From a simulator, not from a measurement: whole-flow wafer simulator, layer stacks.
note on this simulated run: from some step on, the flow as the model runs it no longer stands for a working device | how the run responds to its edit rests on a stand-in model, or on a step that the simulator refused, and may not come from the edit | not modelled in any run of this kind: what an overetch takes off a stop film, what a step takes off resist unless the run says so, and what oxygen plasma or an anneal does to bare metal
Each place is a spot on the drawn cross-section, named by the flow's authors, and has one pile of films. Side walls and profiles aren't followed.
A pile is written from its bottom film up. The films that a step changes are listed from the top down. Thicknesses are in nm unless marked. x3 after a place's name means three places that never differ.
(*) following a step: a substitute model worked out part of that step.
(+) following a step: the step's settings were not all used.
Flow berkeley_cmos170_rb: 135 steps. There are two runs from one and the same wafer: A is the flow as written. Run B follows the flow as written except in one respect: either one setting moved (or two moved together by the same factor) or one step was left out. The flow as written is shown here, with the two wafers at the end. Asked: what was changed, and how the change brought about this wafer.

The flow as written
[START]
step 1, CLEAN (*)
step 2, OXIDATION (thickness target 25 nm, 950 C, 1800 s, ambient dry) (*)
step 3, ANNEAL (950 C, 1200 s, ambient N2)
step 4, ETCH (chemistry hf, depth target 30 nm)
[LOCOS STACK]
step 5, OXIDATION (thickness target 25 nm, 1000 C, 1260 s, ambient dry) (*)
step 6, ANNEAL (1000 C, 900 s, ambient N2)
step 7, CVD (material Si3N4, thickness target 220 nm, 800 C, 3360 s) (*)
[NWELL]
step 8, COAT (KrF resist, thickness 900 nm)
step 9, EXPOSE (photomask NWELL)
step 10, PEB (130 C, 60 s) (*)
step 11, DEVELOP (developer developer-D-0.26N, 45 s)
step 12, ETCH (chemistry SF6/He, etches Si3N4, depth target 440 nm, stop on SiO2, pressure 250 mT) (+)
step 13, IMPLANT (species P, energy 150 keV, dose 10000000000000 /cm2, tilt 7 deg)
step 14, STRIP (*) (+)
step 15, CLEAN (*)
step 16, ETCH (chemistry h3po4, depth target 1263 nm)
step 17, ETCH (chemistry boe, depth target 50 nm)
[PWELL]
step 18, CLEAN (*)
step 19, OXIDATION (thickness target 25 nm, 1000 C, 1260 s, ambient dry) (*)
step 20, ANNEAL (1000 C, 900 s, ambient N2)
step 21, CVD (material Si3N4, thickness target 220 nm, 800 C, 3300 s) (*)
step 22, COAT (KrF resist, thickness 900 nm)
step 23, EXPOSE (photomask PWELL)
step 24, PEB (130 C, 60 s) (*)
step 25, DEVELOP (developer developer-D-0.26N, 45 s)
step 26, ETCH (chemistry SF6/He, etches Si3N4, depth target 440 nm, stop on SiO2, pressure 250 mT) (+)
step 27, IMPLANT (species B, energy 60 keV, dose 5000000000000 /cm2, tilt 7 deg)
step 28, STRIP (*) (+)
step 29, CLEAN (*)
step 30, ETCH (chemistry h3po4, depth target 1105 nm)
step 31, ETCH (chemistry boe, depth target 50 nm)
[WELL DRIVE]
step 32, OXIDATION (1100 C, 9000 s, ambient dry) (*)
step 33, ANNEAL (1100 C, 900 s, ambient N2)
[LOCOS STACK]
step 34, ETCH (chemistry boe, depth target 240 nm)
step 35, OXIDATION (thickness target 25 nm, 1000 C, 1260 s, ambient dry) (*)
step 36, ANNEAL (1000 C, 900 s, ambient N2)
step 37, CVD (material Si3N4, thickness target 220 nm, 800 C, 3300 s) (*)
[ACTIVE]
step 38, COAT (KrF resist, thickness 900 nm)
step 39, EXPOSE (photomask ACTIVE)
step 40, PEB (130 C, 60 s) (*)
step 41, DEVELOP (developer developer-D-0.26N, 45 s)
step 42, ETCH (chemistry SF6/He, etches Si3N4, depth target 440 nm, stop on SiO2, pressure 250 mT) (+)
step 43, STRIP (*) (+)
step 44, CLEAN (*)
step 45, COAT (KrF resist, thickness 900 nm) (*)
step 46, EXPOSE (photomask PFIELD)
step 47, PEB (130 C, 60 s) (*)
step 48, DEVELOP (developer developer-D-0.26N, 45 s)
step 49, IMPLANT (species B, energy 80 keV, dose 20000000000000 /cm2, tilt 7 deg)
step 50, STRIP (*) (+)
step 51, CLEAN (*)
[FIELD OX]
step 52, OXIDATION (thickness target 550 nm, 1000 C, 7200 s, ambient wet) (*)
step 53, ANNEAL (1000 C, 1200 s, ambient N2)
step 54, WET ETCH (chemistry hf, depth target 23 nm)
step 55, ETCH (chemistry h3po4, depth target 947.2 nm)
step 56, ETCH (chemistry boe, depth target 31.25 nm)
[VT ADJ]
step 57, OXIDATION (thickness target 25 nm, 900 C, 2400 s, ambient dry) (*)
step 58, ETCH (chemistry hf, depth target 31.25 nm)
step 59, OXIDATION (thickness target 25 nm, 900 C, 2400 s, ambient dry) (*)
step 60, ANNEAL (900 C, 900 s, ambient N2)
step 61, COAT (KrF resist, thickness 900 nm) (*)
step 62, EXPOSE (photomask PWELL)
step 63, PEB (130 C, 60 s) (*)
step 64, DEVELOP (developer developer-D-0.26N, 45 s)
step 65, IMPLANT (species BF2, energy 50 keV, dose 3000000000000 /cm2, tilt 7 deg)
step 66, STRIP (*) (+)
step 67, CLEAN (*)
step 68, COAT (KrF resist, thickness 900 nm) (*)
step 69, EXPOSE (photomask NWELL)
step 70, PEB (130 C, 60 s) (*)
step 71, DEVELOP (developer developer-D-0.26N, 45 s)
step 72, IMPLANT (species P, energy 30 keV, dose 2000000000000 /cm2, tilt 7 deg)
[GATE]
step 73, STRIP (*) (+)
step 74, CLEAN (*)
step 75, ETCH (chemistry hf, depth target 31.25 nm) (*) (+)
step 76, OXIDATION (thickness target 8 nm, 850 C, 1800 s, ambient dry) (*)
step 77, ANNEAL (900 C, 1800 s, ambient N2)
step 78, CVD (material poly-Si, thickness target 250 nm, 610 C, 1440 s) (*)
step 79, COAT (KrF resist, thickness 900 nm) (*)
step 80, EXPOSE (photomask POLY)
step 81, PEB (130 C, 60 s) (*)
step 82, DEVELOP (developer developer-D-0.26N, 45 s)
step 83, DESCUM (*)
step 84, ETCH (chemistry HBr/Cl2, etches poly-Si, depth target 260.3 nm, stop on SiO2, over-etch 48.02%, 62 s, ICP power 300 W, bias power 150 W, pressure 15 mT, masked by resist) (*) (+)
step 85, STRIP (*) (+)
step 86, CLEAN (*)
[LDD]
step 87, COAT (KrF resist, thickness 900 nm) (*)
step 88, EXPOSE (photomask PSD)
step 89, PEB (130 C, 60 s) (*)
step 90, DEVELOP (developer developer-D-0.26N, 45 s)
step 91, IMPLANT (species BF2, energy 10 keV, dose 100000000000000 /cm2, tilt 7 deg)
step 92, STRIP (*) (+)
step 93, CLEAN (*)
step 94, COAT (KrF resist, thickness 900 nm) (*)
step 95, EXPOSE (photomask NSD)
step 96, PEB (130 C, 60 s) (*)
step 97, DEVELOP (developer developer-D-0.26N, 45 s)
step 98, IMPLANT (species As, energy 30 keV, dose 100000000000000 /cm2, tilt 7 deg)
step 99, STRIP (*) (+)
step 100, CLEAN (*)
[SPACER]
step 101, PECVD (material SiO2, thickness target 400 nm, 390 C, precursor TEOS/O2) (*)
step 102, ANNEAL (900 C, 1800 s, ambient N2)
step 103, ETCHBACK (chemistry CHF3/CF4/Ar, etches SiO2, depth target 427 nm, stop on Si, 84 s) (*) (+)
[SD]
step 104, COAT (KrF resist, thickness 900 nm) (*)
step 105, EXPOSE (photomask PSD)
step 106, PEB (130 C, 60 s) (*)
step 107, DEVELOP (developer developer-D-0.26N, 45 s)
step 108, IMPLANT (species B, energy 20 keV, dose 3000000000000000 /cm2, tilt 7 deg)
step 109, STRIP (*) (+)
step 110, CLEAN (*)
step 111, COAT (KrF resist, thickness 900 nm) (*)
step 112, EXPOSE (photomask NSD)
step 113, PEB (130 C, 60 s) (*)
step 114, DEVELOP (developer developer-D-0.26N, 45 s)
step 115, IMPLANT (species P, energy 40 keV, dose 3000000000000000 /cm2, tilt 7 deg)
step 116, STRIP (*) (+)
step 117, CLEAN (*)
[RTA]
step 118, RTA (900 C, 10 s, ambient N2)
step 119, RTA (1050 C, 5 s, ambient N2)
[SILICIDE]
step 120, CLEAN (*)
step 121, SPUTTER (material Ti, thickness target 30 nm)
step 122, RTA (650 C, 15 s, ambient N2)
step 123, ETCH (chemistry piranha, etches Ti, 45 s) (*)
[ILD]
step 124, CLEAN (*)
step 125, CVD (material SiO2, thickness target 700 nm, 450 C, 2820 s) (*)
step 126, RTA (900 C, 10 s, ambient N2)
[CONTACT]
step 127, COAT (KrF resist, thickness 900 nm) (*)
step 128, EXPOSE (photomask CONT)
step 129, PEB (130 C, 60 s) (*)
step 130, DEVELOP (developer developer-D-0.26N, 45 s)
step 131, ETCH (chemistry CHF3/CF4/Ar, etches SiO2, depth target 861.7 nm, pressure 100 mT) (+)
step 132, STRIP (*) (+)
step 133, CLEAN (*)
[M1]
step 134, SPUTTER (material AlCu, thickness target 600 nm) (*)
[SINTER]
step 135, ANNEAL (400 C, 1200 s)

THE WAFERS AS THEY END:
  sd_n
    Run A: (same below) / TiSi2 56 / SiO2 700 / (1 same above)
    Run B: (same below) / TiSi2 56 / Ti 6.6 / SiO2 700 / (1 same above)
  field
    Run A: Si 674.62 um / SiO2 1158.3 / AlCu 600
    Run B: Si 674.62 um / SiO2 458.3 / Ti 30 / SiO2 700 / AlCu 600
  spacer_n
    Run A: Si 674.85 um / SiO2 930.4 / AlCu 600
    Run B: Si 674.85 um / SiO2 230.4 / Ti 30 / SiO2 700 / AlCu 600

The reason: step 123, ETCH: chemistry piranha, etches Ti, 45 s (*), was omitted.

How this came from the change, step by step:
  step 125, CVD (material SiO2, thickness target 700 nm, 450 C, 2820 s) (*)
      field, spacer_n, spacer_p: A SiO2 gains 700 | B SiO2 gains 700 (new film)
  step 131, ETCH (chemistry CHF3/CF4/Ar, etches SiO2, depth target 861.7 nm, pressure 100 mT) (+)
      contact: A SiO2 loses 700 (all of it), TiSi2 loses 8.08 | B SiO2 loses 700 (all of it)
  step 132, STRIP (*) (+)
      gate: A KrF resist loses 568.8 (all of it) | B KrF resist loses 584.1 (all of it)
      sd_p: A KrF resist loses 810.2 (all of it) | B KrF resist loses 827.4 (all of it)
      (as well as at 1 more place)
  step 134, SPUTTER (material AlCu, thickness target 600 nm) (*)
      sd_p: A AlCu gains 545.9 (new film) | B AlCu gains 534.6 (new film)
With metal films that touch counted as one body, sd_n has 2 bodies (between them, from the top down: SiO2 700); the flow as written gives 1 body.
With metal films that touch counted as one body, field has 2 bodies (between them, from the top down: SiO2 700); the flow as written gives 1 body.
With metal films that touch counted as one body, spacer_n has 2 bodies (between them, from the top down: SiO2 700); the flow as written gives 1 body.
